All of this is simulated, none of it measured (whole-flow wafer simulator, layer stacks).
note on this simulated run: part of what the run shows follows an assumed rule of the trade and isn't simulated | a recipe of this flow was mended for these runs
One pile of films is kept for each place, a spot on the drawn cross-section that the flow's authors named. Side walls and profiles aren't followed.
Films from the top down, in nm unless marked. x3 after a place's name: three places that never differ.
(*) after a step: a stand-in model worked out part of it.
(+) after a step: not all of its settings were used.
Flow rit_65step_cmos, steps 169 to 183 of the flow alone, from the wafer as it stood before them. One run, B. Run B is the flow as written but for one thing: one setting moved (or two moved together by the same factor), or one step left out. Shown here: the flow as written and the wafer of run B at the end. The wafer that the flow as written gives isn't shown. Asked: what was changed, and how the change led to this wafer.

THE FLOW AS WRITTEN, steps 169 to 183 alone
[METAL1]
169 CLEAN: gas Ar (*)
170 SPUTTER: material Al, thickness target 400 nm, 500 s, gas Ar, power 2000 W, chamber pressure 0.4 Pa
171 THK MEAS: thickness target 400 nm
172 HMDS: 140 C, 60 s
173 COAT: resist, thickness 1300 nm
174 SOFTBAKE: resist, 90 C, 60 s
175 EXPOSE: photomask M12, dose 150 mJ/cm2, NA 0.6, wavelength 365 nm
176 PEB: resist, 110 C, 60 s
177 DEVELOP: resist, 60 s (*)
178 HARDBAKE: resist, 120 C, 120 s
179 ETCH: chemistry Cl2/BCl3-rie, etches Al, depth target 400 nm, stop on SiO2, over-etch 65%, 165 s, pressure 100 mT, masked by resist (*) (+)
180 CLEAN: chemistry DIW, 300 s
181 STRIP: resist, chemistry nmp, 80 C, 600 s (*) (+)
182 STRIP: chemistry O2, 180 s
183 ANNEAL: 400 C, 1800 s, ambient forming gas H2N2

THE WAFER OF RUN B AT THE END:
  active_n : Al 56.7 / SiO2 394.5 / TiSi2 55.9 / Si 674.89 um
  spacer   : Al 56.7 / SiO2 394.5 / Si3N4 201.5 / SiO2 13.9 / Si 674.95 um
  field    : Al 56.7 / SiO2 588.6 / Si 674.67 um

The cause: step 179, ETCH: depth target 200 nm was run, where the flow has depth target 400 nm; step 179, ETCH: 82 s was run, where the flow has 165 s.

How the change led to this, step by step:
  179 ETCH: chemistry Cl2/BCl3-rie, etches Al, depth target 400 nm, stop on SiO2, over-etch 65%, 165 s, pressure 100 mT, masked by resist (*) (+)
      field, field_pw, field_nw and 9 more: Al -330 (as written it would be: Al -386.7 (all of it), SiO2 -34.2)
      contact, m1: resist -165 (as written it would be: resist -330)
  181 STRIP: resist, chemistry nmp, 80 C, 600 s (*) (+)
      contact: resist -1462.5 (all of it) (as written it would be: resist -1297.5 (all of it))
      m1: resist -983.2 (all of it) (as written it would be: resist -818.2 (all of it))
Counting metal films that touch as one body, active_n has 1 body; the flow as written gives 0 bodies.
Counting metal films that touch as one body, spacer has 1 body; the flow as written gives 0 bodies.
Counting metal films that touch as one body, field has 1 body; the flow as written gives 0 bodies.
